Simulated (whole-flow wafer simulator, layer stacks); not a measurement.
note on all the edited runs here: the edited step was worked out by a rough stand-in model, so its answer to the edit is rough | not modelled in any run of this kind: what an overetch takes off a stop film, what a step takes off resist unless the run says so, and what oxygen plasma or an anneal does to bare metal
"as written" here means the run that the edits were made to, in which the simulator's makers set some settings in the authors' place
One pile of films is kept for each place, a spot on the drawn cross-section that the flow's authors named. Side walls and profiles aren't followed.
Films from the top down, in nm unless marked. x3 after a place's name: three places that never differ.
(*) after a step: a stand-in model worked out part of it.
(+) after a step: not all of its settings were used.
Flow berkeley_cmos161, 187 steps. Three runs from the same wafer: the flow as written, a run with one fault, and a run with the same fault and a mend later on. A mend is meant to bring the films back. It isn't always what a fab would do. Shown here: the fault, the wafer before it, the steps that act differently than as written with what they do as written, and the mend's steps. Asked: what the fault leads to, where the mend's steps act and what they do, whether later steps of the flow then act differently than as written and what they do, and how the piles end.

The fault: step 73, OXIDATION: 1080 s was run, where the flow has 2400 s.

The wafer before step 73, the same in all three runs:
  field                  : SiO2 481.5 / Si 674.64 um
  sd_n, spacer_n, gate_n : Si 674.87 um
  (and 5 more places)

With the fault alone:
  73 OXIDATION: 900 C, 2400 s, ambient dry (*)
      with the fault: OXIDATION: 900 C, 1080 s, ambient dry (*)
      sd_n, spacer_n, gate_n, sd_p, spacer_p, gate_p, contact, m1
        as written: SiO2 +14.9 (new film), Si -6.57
        with the fault: SiO2 +9.06 (new film), Si -3.99
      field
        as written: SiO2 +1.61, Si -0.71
        with the fault: SiO2 +0.73, Si -0.32
  Later steps of the flow that act differently than as written (46 more steps differ only slightly, by at most 2% or 0.5 nm, whichever is larger, and aren't shown):
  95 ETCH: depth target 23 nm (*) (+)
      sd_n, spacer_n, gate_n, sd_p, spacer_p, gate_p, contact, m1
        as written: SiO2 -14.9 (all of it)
        with the fault: SiO2 -9.06 (all of it)
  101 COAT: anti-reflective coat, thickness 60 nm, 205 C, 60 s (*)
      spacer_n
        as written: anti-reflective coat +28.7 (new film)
        with the fault: anti-reflective coat +29.3 (new film)
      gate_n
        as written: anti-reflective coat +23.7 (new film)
        with the fault: anti-reflective coat +24.3 (new film)
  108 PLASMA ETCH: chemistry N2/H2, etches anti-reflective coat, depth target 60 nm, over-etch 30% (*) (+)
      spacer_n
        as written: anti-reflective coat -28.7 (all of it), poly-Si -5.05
        with the fault: anti-reflective coat -29.3 (all of it), poly-Si -4.96
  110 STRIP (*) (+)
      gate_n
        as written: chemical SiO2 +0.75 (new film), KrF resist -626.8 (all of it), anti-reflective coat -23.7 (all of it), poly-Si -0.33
        with the fault: chemical SiO2 +0.75 (new film), KrF resist -624.9 (all of it), anti-reflective coat -24.3 (all of it), poly-Si -0.33
  At the end the piles differ from the flow's only slightly at the places that both follow, by at most 2% or 0.5 nm, whichever is larger.

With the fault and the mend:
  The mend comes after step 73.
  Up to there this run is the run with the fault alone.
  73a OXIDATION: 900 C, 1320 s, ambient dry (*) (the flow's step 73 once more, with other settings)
      sd_n, spacer_n, gate_n, sd_p, spacer_p, gate_p, contact, m1
        SiO2 +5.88, Si -2.59
      field
        SiO2 +0.89, Si -0.39
  No later step of the flow acts differently than as written at any place that is followed.
  At the end the piles are the same as the flow's at every place that both follow.
